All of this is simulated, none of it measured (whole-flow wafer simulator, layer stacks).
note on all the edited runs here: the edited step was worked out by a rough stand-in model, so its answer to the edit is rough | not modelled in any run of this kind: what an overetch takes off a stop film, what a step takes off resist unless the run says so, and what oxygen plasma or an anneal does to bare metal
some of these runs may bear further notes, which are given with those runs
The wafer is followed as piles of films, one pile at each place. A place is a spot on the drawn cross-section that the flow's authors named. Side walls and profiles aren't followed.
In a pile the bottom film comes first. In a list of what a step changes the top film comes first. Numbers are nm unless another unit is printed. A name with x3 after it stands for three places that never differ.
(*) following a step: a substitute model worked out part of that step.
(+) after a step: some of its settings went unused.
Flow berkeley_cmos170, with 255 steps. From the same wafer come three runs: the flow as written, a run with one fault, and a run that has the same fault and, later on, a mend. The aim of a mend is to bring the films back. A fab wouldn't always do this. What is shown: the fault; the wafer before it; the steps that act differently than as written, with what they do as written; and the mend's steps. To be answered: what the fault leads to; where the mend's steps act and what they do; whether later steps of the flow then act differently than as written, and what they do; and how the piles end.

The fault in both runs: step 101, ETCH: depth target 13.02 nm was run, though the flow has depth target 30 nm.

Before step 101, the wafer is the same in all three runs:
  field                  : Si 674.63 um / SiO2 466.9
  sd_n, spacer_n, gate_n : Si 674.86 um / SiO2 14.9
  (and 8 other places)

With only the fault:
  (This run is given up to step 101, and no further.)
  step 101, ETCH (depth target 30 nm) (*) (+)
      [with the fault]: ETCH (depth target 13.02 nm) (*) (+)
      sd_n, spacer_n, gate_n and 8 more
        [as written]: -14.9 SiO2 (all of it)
        [with the fault]: -13 SiO2
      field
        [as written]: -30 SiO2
        [with the fault]: -13 SiO2
  Once step 101 is done, the piles at field, sd_n, spacer_n and 9 more depart from the flow's by more than 2% or 0.5 nm, whichever is larger.
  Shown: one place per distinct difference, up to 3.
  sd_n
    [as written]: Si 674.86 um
    [with the fault]: Si 674.86 um / SiO2 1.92
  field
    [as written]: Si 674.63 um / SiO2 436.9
    [with the fault]: Si 674.63 um / SiO2 453.9

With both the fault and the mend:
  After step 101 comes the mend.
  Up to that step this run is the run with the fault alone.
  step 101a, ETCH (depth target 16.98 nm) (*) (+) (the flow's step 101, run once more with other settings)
      sd_n, spacer_n, gate_n and 8 more
        -1.92 SiO2 (all of it)
      field
        -17 SiO2
  Later steps of the flow that are run all act as written at every place that is followed.
  The piles end the same as the flow's at every place that both follow.
